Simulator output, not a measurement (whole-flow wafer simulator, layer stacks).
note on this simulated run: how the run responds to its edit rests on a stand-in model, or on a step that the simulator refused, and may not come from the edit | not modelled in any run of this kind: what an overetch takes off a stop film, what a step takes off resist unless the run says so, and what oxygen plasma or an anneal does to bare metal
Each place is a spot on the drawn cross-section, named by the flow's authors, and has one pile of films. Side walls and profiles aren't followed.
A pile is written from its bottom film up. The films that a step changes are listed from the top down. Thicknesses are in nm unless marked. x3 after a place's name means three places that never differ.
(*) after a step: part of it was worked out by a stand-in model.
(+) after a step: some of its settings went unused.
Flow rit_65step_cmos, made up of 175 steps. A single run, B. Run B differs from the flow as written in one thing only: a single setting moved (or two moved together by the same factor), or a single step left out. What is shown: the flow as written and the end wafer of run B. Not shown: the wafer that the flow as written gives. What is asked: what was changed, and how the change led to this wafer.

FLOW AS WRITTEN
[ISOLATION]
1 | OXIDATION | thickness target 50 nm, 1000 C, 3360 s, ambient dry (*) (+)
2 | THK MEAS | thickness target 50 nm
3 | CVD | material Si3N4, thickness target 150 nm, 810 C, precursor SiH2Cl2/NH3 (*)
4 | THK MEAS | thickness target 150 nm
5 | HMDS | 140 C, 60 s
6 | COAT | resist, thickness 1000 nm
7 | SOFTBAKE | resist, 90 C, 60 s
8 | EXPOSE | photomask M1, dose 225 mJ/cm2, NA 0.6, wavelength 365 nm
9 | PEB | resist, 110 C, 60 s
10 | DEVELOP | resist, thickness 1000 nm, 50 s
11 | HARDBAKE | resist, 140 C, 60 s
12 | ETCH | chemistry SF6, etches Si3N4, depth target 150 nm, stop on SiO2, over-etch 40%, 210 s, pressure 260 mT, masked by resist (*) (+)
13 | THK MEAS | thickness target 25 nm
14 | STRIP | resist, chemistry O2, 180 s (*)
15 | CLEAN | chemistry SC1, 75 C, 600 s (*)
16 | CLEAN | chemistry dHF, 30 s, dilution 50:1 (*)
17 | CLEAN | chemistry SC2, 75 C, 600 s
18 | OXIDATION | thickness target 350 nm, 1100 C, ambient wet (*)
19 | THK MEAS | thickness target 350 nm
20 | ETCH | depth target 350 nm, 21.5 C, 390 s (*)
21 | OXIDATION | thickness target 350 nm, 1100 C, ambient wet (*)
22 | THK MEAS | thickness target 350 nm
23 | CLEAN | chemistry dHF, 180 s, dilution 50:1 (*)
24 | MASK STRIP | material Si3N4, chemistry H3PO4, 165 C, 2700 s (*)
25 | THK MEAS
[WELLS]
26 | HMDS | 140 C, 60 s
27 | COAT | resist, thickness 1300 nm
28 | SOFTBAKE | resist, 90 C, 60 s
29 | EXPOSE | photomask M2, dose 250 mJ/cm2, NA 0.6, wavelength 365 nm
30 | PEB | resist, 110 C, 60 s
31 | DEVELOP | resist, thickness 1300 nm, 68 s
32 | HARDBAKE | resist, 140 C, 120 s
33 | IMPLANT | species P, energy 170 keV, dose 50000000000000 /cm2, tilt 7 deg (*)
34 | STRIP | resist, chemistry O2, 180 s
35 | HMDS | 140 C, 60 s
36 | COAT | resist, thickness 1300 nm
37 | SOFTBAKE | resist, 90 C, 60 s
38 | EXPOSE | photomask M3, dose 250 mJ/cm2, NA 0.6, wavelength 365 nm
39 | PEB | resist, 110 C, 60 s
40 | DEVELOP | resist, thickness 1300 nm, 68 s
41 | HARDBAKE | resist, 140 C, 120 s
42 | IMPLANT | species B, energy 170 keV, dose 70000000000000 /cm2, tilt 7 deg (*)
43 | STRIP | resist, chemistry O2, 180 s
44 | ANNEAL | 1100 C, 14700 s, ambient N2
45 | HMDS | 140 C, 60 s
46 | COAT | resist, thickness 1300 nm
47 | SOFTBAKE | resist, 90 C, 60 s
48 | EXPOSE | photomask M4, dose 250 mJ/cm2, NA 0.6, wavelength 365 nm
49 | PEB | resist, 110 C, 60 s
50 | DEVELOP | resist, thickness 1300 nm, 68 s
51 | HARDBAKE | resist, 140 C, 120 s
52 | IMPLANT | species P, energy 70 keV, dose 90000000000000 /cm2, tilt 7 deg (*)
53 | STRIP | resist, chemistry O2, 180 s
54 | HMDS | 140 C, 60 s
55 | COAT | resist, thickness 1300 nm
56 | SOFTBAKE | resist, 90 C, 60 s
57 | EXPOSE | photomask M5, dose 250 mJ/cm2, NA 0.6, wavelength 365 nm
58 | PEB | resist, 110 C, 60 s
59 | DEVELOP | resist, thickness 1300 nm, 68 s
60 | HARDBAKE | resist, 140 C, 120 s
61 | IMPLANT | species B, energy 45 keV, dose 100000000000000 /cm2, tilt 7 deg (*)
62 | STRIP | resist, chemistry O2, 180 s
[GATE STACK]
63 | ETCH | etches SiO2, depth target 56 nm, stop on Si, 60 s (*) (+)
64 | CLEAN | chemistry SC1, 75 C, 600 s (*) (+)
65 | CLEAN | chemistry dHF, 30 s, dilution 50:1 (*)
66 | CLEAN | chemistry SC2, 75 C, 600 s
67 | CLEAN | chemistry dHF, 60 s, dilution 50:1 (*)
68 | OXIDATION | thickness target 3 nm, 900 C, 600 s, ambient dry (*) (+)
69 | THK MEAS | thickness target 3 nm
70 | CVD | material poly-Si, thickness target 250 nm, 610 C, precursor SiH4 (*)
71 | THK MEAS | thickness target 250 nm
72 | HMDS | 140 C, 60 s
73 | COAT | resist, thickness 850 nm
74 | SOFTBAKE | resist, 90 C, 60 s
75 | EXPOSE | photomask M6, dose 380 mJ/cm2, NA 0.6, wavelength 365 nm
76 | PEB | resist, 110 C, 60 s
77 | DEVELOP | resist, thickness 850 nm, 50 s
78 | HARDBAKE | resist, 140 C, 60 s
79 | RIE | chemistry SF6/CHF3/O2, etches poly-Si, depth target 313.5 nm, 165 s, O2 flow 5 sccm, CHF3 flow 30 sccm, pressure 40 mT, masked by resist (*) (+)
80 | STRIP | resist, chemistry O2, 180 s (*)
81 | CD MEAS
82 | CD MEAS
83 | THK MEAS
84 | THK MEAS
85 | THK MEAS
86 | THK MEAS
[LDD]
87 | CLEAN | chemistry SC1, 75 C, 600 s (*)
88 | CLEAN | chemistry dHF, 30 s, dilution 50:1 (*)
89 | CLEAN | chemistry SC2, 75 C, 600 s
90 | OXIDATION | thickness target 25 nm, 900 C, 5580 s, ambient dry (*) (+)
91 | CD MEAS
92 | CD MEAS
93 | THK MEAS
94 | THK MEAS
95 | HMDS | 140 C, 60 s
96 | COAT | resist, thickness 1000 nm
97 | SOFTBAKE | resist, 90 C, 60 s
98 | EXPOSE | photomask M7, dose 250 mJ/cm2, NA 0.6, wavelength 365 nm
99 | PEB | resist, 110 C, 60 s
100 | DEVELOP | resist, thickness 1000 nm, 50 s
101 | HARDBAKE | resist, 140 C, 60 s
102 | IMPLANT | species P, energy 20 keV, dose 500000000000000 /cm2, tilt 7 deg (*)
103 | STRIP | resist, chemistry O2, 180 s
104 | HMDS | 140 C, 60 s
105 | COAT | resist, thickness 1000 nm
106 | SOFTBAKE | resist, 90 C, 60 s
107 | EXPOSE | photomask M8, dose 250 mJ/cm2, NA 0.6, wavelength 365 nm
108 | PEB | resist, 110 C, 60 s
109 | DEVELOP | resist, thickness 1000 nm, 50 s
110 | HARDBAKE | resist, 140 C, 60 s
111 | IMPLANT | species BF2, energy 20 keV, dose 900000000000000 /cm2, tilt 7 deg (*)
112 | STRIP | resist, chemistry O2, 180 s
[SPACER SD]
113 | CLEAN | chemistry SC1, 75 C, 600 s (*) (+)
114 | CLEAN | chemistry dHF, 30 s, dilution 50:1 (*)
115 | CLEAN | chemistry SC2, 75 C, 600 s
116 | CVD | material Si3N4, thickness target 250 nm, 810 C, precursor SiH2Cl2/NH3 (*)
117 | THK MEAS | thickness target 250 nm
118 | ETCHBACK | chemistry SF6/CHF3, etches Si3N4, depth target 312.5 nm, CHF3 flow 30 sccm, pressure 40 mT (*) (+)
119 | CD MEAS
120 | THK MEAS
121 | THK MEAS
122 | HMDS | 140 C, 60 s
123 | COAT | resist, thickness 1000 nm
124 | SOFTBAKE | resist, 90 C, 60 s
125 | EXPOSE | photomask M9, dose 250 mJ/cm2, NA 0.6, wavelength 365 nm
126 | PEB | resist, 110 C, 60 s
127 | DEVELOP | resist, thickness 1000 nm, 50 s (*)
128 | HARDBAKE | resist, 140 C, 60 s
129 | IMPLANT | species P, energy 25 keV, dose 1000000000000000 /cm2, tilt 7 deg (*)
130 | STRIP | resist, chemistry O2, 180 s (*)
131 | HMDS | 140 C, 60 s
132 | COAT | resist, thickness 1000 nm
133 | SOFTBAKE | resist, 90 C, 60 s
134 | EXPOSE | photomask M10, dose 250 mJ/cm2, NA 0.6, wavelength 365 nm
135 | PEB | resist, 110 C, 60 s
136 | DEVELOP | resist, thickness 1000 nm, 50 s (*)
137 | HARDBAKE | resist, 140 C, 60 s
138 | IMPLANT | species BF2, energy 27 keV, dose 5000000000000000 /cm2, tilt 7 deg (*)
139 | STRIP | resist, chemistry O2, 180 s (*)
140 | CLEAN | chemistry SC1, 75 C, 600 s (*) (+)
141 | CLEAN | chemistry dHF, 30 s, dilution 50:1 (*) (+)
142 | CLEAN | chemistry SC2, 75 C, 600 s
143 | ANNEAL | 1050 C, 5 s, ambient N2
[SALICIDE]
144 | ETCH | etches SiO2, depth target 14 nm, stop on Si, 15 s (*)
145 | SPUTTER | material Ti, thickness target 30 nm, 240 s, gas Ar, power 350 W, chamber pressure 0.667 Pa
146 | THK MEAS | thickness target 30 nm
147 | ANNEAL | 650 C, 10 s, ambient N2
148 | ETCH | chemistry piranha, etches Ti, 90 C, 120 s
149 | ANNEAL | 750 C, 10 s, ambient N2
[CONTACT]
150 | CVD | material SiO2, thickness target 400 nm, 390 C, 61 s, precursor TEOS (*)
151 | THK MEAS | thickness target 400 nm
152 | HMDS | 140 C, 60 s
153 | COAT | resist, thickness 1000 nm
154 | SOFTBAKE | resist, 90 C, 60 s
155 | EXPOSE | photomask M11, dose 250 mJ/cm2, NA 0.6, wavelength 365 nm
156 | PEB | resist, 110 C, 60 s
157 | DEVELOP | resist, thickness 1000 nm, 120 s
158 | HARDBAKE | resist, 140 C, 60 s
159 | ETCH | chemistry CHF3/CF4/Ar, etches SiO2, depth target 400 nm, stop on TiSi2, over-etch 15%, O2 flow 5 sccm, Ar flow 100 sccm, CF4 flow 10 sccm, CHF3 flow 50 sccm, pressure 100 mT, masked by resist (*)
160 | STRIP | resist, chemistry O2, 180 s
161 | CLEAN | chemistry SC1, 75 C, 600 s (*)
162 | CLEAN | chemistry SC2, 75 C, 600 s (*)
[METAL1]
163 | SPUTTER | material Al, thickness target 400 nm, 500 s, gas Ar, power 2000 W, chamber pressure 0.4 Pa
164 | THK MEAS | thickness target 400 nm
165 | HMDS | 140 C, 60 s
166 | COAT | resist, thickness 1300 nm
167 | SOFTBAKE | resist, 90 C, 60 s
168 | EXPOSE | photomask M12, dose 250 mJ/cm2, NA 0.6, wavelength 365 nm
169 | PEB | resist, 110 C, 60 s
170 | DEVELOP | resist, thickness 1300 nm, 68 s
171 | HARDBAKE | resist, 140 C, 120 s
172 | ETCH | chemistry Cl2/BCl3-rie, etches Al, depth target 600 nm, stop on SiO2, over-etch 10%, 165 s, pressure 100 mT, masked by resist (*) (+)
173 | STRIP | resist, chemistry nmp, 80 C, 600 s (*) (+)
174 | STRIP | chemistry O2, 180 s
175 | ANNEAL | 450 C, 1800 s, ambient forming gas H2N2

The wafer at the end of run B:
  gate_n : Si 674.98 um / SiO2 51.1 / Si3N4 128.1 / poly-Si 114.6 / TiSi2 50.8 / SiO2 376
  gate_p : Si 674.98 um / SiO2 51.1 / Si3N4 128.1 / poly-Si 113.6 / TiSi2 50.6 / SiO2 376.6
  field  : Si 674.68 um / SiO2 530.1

The reason: step 24, MASK STRIP: material Si3N4, chemistry H3PO4, 165 C, 2700 s (*), was not run.

How this came from the change, step by step:
  27 | COAT | resist, thickness 1300 nm
      field_pw, field_nw: +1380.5 resist (new film) (it would be, as written: +1313 resist (new film))
      field: +1407.7 resist (new film) (it would be, as written: +1315.7 resist (new film))
      (and at 1 other place as well)
  30 | PEB | resist, 110 C, 60 s
      field, field_p: -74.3 resist (it would be, as written: -69.2 resist)
      field_pw, field_nw: -72.8 resist (it would be, as written: -69.1 resist)
  31 | DEVELOP | resist, thickness 1300 nm, 68 s
      field_nw: -1307.6 resist (all of it) (it would be, as written: -1243.9 resist (all of it))
      field_p: -1333.1 resist (all of it) (it would be, as written: -1246.4 resist (all of it))
  32 | HARDBAKE | resist, 140 C, 120 s
      field: -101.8 resist (it would be, as written: -94 resist)
      field_pw: -99.5 resist (it would be, as written: -93.8 resist)
  34 | STRIP | resist, chemistry O2, 180 s
      field: -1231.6 resist (all of it) (it would be, as written: -1152.5 resist (all of it))
      field_pw: -1208.1 resist (all of it) (it would be, as written: -1150.2 resist (all of it))
  36 | COAT | resist, thickness 1300 nm
      field_pw, field_nw: +1380.5 resist (new film) (it would be, as written: +1313 resist (new film))
      field: +1407.7 resist (new film) (it would be, as written: +1315.7 resist (new film))
      (and at 1 other place as well)
  39 | PEB | resist, 110 C, 60 s
      field, field_p: -74.3 resist (it would be, as written: -69.2 resist)
      field_pw, field_nw: -72.8 resist (it would be, as written: -69.1 resist)
  40 | DEVELOP | resist, thickness 1300 nm, 68 s
      field: -1333.4 resist (all of it) (it would be, as written: -1246.5 resist (all of it))
      field_pw: -1307.6 resist (all of it) (it would be, as written: -1243.9 resist (all of it))
  41 | HARDBAKE | resist, 140 C, 120 s
      field_nw: -99.5 resist (it would be, as written: -93.8 resist)
      field_p: -101.7 resist (it would be, as written: -94 resist)
  43 | STRIP | resist, chemistry O2, 180 s
      field_nw: -1208.1 resist (all of it) (it would be, as written: -1150.2 resist (all of it))
      field_p: -1231.3 resist (all of it) (it would be, as written: -1152.5 resist (all of it))
  46 | COAT | resist, thickness 1300 nm
      field_pw, field_nw: +1380.5 resist (new film) (it would be, as written: +1313 resist (new film))
      field: +1407.7 resist (new film) (it would be, as written: +1315.7 resist (new film))
      (and at 1 other place as well)
  49 | PEB | resist, 110 C, 60 s
      field, field_p: -74.3 resist (it would be, as written: -69.2 resist)
      field_pw, field_nw: -72.8 resist (it would be, as written: -69.1 resist)
  50 | DEVELOP | resist, thickness 1300 nm, 68 s
      field_nw: -1307.6 resist (all of it) (it would be, as written: -1243.9 resist (all of it))
      field_p: -1333.1 resist (all of it) (it would be, as written: -1246.4 resist (all of it))
  51 | HARDBAKE | resist, 140 C, 120 s
      field: -101.8 resist (it would be, as written: -94 resist)
      field_pw: -99.5 resist (it would be, as written: -93.8 resist)
  53 | STRIP | resist, chemistry O2, 180 s
      field: -1231.6 resist (all of it) (it would be, as written: -1152.5 resist (all of it))
      field_pw: -1208.1 resist (all of it) (it would be, as written: -1150.2 resist (all of it))
  55 | COAT | resist, thickness 1300 nm
      field_pw, field_nw: +1380.5 resist (new film) (it would be, as written: +1313 resist (new film))
      field: +1407.7 resist (new film) (it would be, as written: +1315.7 resist (new film))
      (and at 1 other place as well)
  ... 47 other steps ...
  170 | DEVELOP | resist, thickness 1300 nm, 68 s
      field: -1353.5 resist (all of it) (it would be, as written: -1316.6 resist (all of it))
      field_pw: -1313.2 resist (all of it) (it would be, as written: -1285.5 resist (all of it))
      (and at 5 other places as well)
